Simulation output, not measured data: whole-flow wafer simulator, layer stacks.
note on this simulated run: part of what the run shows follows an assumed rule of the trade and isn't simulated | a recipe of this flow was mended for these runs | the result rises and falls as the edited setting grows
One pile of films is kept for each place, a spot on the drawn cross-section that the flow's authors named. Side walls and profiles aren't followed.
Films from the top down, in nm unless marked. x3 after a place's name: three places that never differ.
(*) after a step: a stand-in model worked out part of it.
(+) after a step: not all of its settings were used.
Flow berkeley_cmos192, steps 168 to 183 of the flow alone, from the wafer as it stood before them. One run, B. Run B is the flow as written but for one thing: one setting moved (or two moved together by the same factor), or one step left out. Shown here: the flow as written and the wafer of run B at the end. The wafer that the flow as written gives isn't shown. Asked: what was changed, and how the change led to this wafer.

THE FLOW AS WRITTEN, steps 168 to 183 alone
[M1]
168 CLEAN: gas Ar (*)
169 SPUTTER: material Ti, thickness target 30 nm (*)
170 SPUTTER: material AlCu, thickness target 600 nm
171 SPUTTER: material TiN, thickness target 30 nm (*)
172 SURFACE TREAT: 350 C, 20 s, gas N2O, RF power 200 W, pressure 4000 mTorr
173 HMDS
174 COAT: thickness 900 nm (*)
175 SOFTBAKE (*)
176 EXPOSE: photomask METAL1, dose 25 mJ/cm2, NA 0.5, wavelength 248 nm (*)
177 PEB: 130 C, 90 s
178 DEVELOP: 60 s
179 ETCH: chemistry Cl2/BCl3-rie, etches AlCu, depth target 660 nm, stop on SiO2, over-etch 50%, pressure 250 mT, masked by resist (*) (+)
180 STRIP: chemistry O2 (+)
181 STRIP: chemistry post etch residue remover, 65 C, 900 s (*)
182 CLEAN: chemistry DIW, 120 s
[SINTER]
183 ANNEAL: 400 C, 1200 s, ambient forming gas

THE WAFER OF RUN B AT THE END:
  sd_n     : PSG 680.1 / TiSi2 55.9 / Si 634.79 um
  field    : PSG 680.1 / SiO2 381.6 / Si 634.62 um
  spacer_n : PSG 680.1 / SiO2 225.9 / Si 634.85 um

The cause: step 179, ETCH: depth target 517 nm was run, where the flow has depth target 660 nm.

How the change led to this, step by step:
  179 ETCH: chemistry Cl2/BCl3-rie, etches AlCu, depth target 660 nm, stop on SiO2, over-etch 50%, pressure 250 mT, masked by resist (*) (+)
      field, sd_n, spacer_n, gate, spacer_p, gate_p: TiN -30 (all of it), AlCu -600 (all of it), Ti -30 (all of it), PSG -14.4 (as written it would be: TiN -30 (all of it), AlCu -600 (all of it), Ti -30 (all of it), PSG -41.2)
      contact, m1: KrF-resist -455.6 (as written it would be: KrF-resist -495)
      (and at 1 more place)
  180 STRIP: chemistry O2 (+)
      contact: KrF-resist -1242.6 (all of it) (as written it would be: KrF-resist -1203.2 (all of it))
      m1: KrF-resist -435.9 (all of it) (as written it would be: KrF-resist -396.5 (all of it))
